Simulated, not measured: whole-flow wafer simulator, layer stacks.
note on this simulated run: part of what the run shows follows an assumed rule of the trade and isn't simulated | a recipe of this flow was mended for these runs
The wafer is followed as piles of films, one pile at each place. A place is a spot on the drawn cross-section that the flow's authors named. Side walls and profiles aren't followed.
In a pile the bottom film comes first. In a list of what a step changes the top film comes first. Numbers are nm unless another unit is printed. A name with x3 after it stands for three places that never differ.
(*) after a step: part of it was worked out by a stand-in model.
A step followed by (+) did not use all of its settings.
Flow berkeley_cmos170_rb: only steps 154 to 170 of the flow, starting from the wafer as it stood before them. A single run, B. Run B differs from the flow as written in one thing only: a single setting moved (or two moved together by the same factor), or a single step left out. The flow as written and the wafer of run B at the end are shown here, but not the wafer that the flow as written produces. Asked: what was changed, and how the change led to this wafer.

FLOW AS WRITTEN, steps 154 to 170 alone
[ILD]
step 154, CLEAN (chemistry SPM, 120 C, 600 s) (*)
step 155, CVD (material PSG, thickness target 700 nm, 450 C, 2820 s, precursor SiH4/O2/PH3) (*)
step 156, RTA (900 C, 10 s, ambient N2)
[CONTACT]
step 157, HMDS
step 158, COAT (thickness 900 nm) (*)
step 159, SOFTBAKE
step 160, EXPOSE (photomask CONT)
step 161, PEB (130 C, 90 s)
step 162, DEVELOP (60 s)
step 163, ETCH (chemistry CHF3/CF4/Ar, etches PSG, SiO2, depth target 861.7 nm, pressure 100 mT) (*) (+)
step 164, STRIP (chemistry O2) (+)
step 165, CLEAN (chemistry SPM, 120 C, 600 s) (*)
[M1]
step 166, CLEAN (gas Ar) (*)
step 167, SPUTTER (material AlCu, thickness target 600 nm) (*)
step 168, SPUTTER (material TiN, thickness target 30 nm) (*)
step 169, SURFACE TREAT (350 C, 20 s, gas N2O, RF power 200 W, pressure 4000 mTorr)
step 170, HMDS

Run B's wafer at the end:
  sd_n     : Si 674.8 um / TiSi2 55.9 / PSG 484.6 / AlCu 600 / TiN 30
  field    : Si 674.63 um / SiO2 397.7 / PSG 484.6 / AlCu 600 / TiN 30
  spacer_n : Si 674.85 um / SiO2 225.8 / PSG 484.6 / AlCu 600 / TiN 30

Cause: step 155, CVD: thickness target 490 nm was run, though the flow has thickness target 700 nm; step 155, CVD: 1974 s was run, where the flow has 2820 s.

Step by step, how the change led to this:
  step 155, CVD (material PSG, thickness target 700 nm, 450 C, 2820 s, precursor SiH4/O2/PH3) (*)
      field, sd_n, spacer_n, gate, spacer_p, gate_p, contact, m1: PSG gains 490 (new film) (in the flow as written it would be: PSG gains 700 (new film))
      sd_p: PSG gains 467.3 (new film) (in the flow as written it would be: PSG gains 664.1 (new film))
  step 163, ETCH (chemistry CHF3/CF4/Ar, etches PSG, SiO2, depth target 861.7 nm, pressure 100 mT) (*) (+)
      contact: PSG loses 490 (all of it), TiSi2 loses 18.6 (in the flow as written it would be: PSG loses 700 (all of it), TiSi2 loses 8.08)
  step 167, SPUTTER (material AlCu, thickness target 600 nm) (*)
      contact: AlCu gains 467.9 (new film) (in the flow as written it would be: AlCu gains 415.5 (new film))
  step 168, SPUTTER (material TiN, thickness target 30 nm) (*)
      contact: TiN gains 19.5 (new film) (in the flow as written it would be: TiN gains 16.3 (new film))
